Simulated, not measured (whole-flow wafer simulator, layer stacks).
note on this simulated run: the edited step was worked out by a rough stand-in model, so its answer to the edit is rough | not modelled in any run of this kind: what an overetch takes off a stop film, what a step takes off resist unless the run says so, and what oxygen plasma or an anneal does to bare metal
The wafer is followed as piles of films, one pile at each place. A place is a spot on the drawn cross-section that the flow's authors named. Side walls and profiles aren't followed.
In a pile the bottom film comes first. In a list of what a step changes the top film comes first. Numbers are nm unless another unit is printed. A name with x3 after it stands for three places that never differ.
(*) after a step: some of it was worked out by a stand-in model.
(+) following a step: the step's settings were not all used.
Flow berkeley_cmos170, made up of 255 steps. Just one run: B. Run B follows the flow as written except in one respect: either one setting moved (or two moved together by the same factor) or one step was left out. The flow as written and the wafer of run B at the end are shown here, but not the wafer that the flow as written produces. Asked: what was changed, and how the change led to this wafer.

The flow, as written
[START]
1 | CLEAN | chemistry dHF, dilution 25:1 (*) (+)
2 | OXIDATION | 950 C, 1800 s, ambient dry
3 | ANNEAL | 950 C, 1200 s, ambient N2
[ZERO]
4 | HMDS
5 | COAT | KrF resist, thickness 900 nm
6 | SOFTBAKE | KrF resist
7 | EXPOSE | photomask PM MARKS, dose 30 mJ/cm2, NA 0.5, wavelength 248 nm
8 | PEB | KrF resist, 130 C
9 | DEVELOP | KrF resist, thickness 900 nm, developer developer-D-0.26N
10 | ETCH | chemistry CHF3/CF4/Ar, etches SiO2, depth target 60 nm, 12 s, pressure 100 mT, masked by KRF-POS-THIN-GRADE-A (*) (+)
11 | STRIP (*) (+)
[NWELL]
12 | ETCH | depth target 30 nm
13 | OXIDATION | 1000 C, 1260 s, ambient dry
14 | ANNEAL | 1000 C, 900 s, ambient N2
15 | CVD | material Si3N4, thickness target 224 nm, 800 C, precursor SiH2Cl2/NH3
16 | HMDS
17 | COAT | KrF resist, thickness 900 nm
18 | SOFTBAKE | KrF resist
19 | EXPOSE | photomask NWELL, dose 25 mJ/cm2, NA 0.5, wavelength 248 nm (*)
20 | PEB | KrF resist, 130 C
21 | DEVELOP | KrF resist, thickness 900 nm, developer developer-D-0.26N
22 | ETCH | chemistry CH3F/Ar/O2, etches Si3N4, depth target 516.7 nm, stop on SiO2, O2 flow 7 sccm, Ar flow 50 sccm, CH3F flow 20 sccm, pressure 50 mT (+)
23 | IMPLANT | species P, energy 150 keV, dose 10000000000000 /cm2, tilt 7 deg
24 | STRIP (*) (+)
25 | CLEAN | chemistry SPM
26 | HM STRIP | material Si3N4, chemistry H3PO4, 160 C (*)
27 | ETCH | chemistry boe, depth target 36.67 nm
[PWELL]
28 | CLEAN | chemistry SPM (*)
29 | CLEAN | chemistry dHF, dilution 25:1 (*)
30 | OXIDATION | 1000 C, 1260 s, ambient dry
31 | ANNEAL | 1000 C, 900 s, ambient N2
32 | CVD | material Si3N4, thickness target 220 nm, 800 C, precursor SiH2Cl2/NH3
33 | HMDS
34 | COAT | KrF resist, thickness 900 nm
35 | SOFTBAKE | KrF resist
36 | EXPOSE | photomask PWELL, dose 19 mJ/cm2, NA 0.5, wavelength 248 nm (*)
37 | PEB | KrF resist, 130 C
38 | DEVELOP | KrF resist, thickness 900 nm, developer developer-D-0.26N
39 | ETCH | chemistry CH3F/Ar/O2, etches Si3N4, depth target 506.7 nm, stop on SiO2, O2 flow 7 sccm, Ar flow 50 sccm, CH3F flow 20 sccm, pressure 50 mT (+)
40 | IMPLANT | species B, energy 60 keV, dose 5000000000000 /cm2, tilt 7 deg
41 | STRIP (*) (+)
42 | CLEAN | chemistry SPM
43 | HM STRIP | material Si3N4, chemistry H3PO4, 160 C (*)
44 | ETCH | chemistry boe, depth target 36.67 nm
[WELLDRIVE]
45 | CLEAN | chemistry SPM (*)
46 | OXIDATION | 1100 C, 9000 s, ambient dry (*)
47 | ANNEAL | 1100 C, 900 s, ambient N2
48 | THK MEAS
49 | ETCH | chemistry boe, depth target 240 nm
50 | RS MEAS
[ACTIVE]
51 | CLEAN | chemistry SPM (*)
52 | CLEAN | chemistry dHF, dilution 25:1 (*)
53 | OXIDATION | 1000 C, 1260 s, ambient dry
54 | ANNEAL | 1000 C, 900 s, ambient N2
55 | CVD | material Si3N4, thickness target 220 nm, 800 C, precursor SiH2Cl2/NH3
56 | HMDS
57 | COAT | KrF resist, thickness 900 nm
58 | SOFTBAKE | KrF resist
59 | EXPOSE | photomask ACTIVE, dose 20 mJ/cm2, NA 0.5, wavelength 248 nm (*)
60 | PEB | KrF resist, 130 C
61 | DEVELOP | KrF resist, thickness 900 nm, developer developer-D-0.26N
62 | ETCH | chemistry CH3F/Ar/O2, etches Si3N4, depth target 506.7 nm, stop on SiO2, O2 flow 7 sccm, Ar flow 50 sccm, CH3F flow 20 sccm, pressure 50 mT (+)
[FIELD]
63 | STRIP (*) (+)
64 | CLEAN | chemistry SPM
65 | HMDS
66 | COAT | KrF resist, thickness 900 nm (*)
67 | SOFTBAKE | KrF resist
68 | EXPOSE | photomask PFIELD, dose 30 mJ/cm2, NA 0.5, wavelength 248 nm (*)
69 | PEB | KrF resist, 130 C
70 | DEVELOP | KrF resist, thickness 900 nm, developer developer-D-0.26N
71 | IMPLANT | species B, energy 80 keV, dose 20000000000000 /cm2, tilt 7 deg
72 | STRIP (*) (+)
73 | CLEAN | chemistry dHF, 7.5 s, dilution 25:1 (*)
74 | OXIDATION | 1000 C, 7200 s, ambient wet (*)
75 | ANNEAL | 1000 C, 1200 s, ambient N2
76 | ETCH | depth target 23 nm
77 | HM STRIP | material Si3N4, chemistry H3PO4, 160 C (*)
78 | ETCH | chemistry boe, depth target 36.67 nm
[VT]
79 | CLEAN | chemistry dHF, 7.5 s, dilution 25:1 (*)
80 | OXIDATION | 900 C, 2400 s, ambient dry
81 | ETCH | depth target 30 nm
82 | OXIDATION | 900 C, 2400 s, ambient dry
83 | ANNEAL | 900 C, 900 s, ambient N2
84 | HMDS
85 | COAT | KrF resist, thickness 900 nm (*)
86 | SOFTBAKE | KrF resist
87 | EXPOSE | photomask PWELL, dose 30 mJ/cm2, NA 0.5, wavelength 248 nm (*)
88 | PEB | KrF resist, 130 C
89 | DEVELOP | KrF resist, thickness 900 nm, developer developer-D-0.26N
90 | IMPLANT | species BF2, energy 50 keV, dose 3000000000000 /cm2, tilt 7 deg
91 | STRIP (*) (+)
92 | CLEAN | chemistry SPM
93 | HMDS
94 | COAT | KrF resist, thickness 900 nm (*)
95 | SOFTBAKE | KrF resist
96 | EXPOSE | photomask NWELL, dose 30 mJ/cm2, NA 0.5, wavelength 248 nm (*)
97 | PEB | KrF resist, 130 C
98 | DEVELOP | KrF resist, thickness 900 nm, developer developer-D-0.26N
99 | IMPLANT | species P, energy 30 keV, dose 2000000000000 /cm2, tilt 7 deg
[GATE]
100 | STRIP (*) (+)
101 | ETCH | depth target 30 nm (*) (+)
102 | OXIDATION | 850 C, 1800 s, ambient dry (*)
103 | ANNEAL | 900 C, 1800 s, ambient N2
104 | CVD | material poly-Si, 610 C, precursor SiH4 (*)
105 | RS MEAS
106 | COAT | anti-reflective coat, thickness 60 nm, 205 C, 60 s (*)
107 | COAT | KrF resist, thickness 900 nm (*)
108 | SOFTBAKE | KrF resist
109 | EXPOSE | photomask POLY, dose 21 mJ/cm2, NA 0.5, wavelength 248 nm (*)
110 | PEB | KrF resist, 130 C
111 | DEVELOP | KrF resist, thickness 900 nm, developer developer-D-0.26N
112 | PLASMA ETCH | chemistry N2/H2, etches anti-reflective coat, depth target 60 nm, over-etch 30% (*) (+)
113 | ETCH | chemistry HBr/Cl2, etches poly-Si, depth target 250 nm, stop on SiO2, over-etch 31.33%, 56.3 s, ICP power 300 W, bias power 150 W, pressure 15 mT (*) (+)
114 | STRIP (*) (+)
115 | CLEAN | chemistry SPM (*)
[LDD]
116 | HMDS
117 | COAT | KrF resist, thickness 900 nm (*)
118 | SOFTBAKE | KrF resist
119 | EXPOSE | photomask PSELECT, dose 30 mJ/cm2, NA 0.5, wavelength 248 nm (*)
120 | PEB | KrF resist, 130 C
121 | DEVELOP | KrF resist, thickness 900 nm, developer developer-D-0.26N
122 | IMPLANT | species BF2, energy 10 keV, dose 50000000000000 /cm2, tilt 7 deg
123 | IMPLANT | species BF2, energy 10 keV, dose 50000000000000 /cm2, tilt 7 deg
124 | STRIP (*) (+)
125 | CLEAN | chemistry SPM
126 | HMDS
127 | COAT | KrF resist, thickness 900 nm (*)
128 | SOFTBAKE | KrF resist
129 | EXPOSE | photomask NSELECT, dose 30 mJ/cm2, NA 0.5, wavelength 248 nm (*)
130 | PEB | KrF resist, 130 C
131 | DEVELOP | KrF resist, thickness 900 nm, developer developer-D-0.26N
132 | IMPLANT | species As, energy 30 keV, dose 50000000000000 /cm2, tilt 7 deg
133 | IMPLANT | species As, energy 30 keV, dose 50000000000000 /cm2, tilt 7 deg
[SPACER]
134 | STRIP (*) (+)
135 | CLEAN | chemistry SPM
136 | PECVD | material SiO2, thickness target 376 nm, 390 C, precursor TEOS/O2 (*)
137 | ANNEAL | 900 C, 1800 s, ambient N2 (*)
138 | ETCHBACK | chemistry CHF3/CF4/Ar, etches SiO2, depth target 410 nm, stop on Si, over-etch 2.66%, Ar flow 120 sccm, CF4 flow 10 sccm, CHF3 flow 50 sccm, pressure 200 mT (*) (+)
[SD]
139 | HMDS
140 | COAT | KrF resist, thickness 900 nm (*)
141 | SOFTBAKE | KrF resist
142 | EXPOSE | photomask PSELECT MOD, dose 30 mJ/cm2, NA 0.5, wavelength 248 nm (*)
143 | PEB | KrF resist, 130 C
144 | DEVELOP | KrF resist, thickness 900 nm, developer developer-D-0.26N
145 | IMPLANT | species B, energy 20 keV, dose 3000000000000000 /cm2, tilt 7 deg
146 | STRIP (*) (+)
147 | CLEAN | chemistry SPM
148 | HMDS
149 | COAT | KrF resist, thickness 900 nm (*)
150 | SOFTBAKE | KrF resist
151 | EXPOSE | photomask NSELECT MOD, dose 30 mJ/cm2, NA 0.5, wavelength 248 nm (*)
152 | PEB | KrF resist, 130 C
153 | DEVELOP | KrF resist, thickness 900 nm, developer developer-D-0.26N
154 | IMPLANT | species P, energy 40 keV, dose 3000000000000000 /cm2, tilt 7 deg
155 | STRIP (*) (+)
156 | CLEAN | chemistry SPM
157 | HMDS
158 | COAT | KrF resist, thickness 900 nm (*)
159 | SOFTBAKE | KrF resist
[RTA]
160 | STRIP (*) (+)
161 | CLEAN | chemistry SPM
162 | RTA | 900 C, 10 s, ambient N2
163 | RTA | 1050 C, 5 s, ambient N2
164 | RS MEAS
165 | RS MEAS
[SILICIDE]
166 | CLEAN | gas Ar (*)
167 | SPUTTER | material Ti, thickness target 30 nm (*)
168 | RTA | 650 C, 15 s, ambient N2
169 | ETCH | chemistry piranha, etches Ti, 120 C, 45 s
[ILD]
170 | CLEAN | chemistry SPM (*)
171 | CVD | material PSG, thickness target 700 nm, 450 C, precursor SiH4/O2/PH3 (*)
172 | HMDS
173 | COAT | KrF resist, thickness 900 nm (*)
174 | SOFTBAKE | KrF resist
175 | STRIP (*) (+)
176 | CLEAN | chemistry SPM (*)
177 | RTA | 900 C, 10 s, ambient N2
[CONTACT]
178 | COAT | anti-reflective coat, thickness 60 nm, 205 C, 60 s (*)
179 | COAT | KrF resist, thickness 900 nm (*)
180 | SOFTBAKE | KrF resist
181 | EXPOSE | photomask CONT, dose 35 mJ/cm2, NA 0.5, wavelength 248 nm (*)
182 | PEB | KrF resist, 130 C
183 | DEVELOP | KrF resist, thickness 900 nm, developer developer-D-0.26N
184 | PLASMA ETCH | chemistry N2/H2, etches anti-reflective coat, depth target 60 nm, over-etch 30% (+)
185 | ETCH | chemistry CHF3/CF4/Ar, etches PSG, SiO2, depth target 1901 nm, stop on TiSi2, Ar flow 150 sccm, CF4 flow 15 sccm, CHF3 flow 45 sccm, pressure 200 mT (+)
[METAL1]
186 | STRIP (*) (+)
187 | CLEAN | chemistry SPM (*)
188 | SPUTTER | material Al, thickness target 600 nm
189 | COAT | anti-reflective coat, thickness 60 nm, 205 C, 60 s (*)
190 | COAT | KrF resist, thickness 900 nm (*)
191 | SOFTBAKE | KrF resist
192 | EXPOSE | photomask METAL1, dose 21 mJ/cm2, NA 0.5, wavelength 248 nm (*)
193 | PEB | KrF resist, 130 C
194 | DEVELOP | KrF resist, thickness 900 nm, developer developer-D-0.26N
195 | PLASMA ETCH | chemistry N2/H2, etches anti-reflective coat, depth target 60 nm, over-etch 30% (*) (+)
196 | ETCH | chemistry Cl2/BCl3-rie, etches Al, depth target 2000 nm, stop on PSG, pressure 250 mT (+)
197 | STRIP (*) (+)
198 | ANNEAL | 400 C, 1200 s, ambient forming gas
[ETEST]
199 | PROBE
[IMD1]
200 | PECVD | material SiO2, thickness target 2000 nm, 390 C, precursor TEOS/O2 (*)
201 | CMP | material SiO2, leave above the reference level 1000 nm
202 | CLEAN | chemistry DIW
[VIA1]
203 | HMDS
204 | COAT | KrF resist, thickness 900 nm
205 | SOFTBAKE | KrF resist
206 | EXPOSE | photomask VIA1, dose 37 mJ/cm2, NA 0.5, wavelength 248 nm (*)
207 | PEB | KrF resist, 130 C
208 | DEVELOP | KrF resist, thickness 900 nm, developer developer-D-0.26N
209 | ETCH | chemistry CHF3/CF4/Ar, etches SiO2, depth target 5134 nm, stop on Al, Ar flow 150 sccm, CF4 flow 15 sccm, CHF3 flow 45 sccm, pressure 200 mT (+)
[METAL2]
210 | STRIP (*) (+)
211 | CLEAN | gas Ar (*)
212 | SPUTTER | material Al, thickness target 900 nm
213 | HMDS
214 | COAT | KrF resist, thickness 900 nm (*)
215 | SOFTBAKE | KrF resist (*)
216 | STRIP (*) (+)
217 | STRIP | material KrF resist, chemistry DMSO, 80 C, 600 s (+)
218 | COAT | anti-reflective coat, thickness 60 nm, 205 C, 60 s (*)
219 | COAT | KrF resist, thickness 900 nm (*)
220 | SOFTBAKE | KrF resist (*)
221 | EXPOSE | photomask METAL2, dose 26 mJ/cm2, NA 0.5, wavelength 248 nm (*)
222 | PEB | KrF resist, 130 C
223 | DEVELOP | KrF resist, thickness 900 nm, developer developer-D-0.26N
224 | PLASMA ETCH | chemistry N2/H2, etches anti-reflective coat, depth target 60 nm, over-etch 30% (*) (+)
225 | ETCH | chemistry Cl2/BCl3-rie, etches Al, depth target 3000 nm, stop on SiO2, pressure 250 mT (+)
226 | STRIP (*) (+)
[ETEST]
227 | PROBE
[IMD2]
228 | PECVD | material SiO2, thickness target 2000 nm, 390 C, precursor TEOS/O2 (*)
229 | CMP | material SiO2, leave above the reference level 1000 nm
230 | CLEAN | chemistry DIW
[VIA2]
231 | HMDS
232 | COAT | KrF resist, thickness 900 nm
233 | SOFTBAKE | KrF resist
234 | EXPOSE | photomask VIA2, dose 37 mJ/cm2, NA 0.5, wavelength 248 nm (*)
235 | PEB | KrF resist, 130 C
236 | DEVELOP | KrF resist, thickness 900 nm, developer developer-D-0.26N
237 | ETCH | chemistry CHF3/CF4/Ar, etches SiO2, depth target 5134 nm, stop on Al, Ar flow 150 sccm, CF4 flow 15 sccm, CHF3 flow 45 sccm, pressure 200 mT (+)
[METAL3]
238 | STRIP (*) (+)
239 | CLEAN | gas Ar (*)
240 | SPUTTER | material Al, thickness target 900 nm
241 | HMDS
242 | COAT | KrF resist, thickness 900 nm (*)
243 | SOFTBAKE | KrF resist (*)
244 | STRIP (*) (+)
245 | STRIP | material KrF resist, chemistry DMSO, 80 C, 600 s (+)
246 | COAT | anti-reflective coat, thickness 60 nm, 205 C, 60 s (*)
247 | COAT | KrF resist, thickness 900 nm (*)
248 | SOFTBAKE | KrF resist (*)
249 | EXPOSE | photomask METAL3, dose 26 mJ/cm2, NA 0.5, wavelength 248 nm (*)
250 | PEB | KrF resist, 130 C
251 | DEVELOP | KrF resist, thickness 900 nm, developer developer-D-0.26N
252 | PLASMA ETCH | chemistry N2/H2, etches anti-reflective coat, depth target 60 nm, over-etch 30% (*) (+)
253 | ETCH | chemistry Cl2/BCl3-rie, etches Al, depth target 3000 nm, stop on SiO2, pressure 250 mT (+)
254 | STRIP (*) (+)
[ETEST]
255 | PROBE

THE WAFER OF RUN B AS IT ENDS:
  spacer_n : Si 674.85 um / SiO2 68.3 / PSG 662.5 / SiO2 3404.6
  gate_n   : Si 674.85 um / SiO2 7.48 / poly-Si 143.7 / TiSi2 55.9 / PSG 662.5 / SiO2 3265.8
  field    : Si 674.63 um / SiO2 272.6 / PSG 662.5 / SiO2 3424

The reason: step 136, PECVD: thickness target 263 nm was run, though the flow has thickness target 376 nm.

How this came from the change, step by step:
  136 | PECVD | material SiO2, thickness target 376 nm, 390 C, precursor TEOS/O2 (*)
      field, sd_n, spacer_n and 7 more: +263 SiO2 (it would be, as written: +376 SiO2)
      gate_n, gate_p: +263 SiO2 (new film) (it would be, as written: +376 SiO2 (new film))
  137 | ANNEAL | 900 C, 1800 s, ambient N2 (*)
      field, sd_n, spacer_n and 9 more: -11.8 SiO2 (it would be, as written: -16.9 SiO2)
  138 | ETCHBACK | chemistry CHF3/CF4/Ar, etches SiO2, depth target 410 nm, stop on Si, over-etch 2.66%, Ar flow 120 sccm, CF4 flow 10 sccm, CHF3 flow 50 sccm, pressure 200 mT (*) (+)
      sd_n, sd_p, contact, m1, via1, m2, via2: -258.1 SiO2 (all of it) (it would be, as written: -366 SiO2 (all of it))
      gate_n, gate_p: -251.2 SiO2 (all of it), -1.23 chemical SiO2 (all of it), -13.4 poly-Si (it would be, as written: -359.1 SiO2 (all of it), -1.23 chemical SiO2 (all of it), -3.55 poly-Si)
  140 | COAT | KrF resist, thickness 900 nm (*)
      field: +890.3 KrF resist (new film) (it would be, as written: +866.5 KrF resist (new film))
      sd_n: +928.4 KrF resist (new film) (it would be, as written: +985.6 KrF resist (new film))
      (as well as at 10 more places)
  144 | DEVELOP | KrF resist, thickness 900 nm, developer developer-D-0.26N
      sd_p: -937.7 KrF resist (all of it) (it would be, as written: -990.7 KrF resist (all of it))
      spacer_p: -875.4 KrF resist (all of it) (it would be, as written: -817.6 KrF resist (all of it))
      (as well as at 1 more place)
  146 | STRIP (*) (+)
      field: -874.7 KrF resist (all of it) (it would be, as written: -850.9 KrF resist (all of it))
      sd_n: +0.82 chemical SiO2 (new film), -912.7 KrF resist (all of it), -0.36 Si (it would be, as written: +0.83 chemical SiO2 (new film), -969.8 KrF resist (all of it), -0.36 Si)
      (as well as at 7 more places)
  149 | COAT | KrF resist, thickness 900 nm (*)
      field: +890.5 KrF resist (new film) (it would be, as written: +866.5 KrF resist (new film))
      sd_n: +928.2 KrF resist (new film) (it would be, as written: +985.1 KrF resist (new film))
      (as well as at 10 more places)
  153 | DEVELOP | KrF resist, thickness 900 nm, developer developer-D-0.26N
      sd_n: -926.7 KrF resist (all of it) (it would be, as written: -983.5 KrF resist (all of it))
      spacer_n: -877.3 KrF resist (all of it) (it would be, as written: -824.6 KrF resist (all of it))
      (as well as at 2 more places)
  155 | STRIP (*) (+)
      field: -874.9 KrF resist (all of it) (it would be, as written: -850.9 KrF resist (all of it))
      sd_p: -923.2 KrF resist (all of it), +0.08 chemical SiO2 (it would be, as written: -976.3 KrF resist (all of it), +0.08 chemical SiO2)
      (as well as at 6 more places)
  158 | COAT | KrF resist, thickness 900 nm (*)
      field: +890.4 KrF resist (new film) (it would be, as written: +866.6 KrF resist (new film))
      sd_n: +928.1 KrF resist (new film) (it would be, as written: +984.8 KrF resist (new film))
      (as well as at 10 more places)
  160 | STRIP (*) (+)
      field: -890.4 KrF resist (all of it) (it would be, as written: -866.6 KrF resist (all of it))
      sd_n: -928.1 KrF resist (all of it), +0.07 chemical SiO2 (it would be, as written: -984.8 KrF resist (all of it), +0.07 chemical SiO2)
      (as well as at 10 more places)
  173 | COAT | KrF resist, thickness 900 nm (*)
      field: +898 KrF resist (new film) (it would be, as written: +879.5 KrF resist (new film))
      sd_n: +996.2 KrF resist (new film) (it would be, as written: +1038.7 KrF resist (new film))
      (as well as at 10 more places)
  175 | STRIP (*) (+)
      field: -898 KrF resist (all of it) (it would be, as written: -879.5 KrF resist (all of it))
      sd_n: -996.2 KrF resist (all of it) (it would be, as written: -1038.7 KrF resist (all of it))
      (as well as at 10 more places)
  178 | COAT | anti-reflective coat, thickness 60 nm, 205 C, 60 s (*)
      field: +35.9 anti-reflective coat (new film) (it would be, as written: +38.6 anti-reflective coat (new film))
      sd_n: +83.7 anti-reflective coat (new film) (it would be, as written: +135.1 anti-reflective coat (new film))
      (as well as at 10 more places)
  179 | COAT | KrF resist, thickness 900 nm (*)
      field: +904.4 KrF resist (new film) (it would be, as written: +886 KrF resist (new film))
      spacer_n: +840.4 KrF resist (new film) (it would be, as written: +861.2 KrF resist (new film))
      (as well as at 8 more places)
  183 | DEVELOP | KrF resist, thickness 900 nm, developer developer-D-0.26N
      contact: -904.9 KrF resist (all of it) (it would be, as written: -943.2 KrF resist (all of it))
  ... another 9 steps ...
  201 | CMP | material SiO2, leave above the reference level 1000 nm
      spacer_n, spacer_p: -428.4 SiO2 (it would be, as written: -536.3 SiO2)
      field: -409.1 SiO2 (it would be, as written: -517 SiO2)
